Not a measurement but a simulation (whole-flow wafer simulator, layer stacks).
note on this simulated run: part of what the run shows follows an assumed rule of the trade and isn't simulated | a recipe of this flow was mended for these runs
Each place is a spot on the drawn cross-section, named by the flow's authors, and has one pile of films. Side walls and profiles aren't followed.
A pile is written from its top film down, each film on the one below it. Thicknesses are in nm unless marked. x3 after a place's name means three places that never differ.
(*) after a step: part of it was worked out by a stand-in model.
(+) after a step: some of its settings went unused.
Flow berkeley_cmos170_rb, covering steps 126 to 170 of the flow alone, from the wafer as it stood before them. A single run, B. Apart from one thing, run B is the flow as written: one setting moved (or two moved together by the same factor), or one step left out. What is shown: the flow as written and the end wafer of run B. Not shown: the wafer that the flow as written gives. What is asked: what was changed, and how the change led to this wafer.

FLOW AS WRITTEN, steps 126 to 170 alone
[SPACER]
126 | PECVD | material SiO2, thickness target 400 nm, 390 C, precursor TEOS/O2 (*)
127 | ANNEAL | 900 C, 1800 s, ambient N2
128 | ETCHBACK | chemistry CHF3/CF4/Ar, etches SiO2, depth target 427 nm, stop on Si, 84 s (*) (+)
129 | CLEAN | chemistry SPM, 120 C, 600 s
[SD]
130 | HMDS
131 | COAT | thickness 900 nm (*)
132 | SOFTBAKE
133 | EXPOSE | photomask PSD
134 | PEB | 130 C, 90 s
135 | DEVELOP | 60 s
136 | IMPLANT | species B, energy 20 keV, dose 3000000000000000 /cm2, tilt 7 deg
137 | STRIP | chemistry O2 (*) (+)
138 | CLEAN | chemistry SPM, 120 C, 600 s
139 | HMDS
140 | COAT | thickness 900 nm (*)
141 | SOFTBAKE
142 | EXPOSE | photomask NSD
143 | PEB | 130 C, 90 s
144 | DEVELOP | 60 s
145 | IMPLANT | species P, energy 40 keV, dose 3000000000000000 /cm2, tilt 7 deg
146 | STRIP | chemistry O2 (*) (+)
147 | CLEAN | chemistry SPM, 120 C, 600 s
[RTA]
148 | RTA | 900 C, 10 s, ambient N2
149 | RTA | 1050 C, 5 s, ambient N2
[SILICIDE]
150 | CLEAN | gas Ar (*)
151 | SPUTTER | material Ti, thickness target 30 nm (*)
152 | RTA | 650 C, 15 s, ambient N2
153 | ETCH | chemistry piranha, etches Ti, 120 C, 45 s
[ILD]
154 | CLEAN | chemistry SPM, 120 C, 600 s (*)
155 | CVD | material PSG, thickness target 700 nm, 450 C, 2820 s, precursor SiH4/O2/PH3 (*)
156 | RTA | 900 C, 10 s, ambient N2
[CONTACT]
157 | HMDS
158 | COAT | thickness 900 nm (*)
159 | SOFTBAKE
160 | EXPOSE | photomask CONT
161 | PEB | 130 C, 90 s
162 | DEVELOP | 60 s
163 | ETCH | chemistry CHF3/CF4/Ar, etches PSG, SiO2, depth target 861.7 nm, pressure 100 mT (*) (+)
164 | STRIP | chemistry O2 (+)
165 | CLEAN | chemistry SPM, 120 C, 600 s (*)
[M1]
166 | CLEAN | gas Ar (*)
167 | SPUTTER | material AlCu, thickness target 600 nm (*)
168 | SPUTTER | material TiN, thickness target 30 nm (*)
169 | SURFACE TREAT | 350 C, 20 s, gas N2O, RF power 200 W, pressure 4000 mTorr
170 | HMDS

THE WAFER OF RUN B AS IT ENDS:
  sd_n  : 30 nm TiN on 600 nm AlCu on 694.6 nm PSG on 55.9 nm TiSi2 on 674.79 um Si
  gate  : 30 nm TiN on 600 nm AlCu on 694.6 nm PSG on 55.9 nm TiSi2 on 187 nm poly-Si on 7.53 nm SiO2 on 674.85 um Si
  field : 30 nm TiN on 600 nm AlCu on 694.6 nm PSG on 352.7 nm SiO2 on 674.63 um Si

The reason: step 126, PECVD: thickness target 355 nm was run, whereas the flow has thickness target 400 nm.

The path from the change to this, step by step:
  126 | PECVD | material SiO2, thickness target 400 nm, 390 C, precursor TEOS/O2 (*)
      field, sd_n, contact, m1: SiO2 gains 355 (in the flow as written it would be: SiO2 gains 400)
      spacer_n, spacer_p: SiO2 gains 342.2 (in the flow as written it would be: SiO2 gains 385.3)
      (and at 3 other places as well)
  128 | ETCHBACK | chemistry CHF3/CF4/Ar, etches SiO2, depth target 427 nm, stop on Si, 84 s (*) (+)
      gate, gate_p: SiO2 loses 355 (all of it), chemical SiO2 loses 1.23 (all of it), poly-Si loses 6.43 (in the flow as written it would be: SiO2 loses 400 (all of it), chemical SiO2 loses 1.23 (all of it), poly-Si loses 2.34)
      sd_n: SiO2 loses 361 (all of it), Si loses 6 (in the flow as written it would be: SiO2 loses 406 (all of it), Si loses 1.91)
      (and at 3 other places as well)
  131 | COAT | thickness 900 nm (*)
      sd_n: KrF-resist gains 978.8 (new film) (in the flow as written it would be: KrF-resist gains 1002.7 (new film))
      spacer_n: KrF-resist gains 811.2 (new film) (in the flow as written it would be: KrF-resist gains 791.7 (new film))
      (and at 5 other places as well)
  135 | DEVELOP | 60 s
      sd_p: KrF-resist loses 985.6 (all of it) (in the flow as written it would be: KrF-resist loses 1006.4 (all of it))
      spacer_p: KrF-resist loses 805 (all of it) (in the flow as written it would be: KrF-resist loses 783.4 (all of it))
      (and at 1 other place as well)
  137 | STRIP | chemistry O2 (*) (+)
      sd_n: KrF-resist loses 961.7 (all of it), chemical SiO2 gains 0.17, Si loses 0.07 (in the flow as written it would be: KrF-resist loses 985.4 (all of it), chemical SiO2 gains 0.17, Si loses 0.07)
      spacer_n: KrF-resist loses 794.5 (all of it) (in the flow as written it would be: KrF-resist loses 775.1 (all of it))
      (and at 2 other places as well)
  140 | COAT | thickness 900 nm (*)
      sd_n: KrF-resist gains 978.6 (new film) (in the flow as written it would be: KrF-resist gains 1002.3 (new film))
      spacer_n: KrF-resist gains 810.4 (new film) (in the flow as written it would be: KrF-resist gains 791.4 (new film))
      (and at 5 other places as well)
  144 | DEVELOP | 60 s
      sd_n: KrF-resist loses 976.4 (all of it) (in the flow as written it would be: KrF-resist loses 1000 (all of it))
      spacer_n: KrF-resist loses 808.7 (all of it) (in the flow as written it would be: KrF-resist loses 789.7 (all of it))
      (and at 2 other places as well)
  146 | STRIP | chemistry O2 (*) (+)
      sd_p: KrF-resist loses 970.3 (all of it), chemical SiO2 gains 0.07 (in the flow as written it would be: KrF-resist loses 991.3 (all of it), chemical SiO2 gains 0.07)
      spacer_p: KrF-resist loses 789.5 (all of it) (in the flow as written it would be: KrF-resist loses 768.5 (all of it))
      (and at 1 other place as well)
  151 | SPUTTER | material Ti, thickness target 30 nm (*)
      sd_p: Ti gains 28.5 (new film) (in the flow as written it would be: Ti gains 27.9 (new film))
  152 | RTA | 650 C, 15 s, ambient N2
      sd_p: Ti loses 22.2, TiSi first gains 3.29 (new film), TiSi2 C49 gains 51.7 (new film), Si loses 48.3 (in the flow as written it would be: Ti loses 21.8, TiSi first gains 2.13 (new film), TiSi2 C49 gains 52.2 (new film), Si loses 48)
  156 | RTA | 900 C, 10 s, ambient N2
      sd_p: under 1 film: TiSi2 gains 53.1 (new film), TiSi first loses 3.19 (all of it), TiSi2 C49 loses 51.7 (all of it), Si loses 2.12 (in the flow as written it would be: under 1 film: TiSi2 gains 52 (new film), TiSi first loses 2.02 (all of it), TiSi2 C49 loses 52.2 (all of it), Si loses 1.34)
  158 | COAT | thickness 900 nm (*)
      sd_n: KrF-resist gains 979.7 (new film) (in the flow as written it would be: KrF-resist gains 1005.1 (new film))
      gate: KrF-resist gains 781.6 (new film) (in the flow as written it would be: KrF-resist gains 810 (new film))
      (and at 4 other places as well)
  162 | DEVELOP | 60 s
      contact: KrF-resist loses 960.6 (all of it) (in the flow as written it would be: KrF-resist loses 980.6 (all of it))
  164 | STRIP | chemistry O2 (+)
      sd_n: KrF-resist loses 747.1 (all of it) (in the flow as written it would be: KrF-resist loses 772.5 (all of it))
      gate: KrF-resist loses 549.6 (all of it) (in the flow as written it would be: KrF-resist loses 577.9 (all of it))
      (and at 4 other places as well)
  167 | SPUTTER | material AlCu, thickness target 600 nm (*)
      sd_p: AlCu gains 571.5 (new film) (in the flow as written it would be: AlCu gains 549.6 (new film))
  168 | SPUTTER | material TiN, thickness target 30 nm (*)
      sd_p: TiN gains 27 (new film) (in the flow as written it would be: TiN gains 25.8 (new film))
